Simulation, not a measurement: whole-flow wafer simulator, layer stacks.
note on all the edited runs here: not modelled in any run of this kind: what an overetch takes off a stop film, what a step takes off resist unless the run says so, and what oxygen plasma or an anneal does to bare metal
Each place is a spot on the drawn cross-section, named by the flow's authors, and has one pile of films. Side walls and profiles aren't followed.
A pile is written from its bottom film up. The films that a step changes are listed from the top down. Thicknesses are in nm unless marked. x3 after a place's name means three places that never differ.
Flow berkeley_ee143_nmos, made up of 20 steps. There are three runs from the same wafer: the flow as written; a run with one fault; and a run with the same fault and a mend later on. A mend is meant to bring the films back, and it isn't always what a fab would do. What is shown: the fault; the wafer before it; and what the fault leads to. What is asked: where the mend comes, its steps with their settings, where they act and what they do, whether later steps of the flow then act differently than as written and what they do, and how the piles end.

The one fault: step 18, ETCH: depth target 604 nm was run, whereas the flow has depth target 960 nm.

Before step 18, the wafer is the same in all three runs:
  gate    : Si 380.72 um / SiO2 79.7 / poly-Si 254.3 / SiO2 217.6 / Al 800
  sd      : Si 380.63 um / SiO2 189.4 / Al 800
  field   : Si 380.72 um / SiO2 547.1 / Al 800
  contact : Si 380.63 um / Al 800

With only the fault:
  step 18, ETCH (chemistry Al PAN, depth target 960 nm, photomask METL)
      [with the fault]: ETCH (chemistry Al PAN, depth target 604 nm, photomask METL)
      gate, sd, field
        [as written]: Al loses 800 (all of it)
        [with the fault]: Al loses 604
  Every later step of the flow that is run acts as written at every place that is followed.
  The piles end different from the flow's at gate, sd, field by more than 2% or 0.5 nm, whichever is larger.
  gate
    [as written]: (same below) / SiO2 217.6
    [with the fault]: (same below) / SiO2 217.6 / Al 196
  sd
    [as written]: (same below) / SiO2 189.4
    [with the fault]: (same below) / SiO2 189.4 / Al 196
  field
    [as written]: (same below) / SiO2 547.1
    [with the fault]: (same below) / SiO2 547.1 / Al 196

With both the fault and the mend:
  After step 18 comes the mend.
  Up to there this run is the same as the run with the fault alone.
  step 18a, ETCH (chemistry Al PAN, depth target 356 nm, photomask METL) (the flow's step 18, run once more with other settings)
      gate, sd, field
        Al loses 196 (all of it)
  Every later step of the flow that is run acts as written at every place that is followed.
  By the end, the piles equal the flow's at every place that both follow.
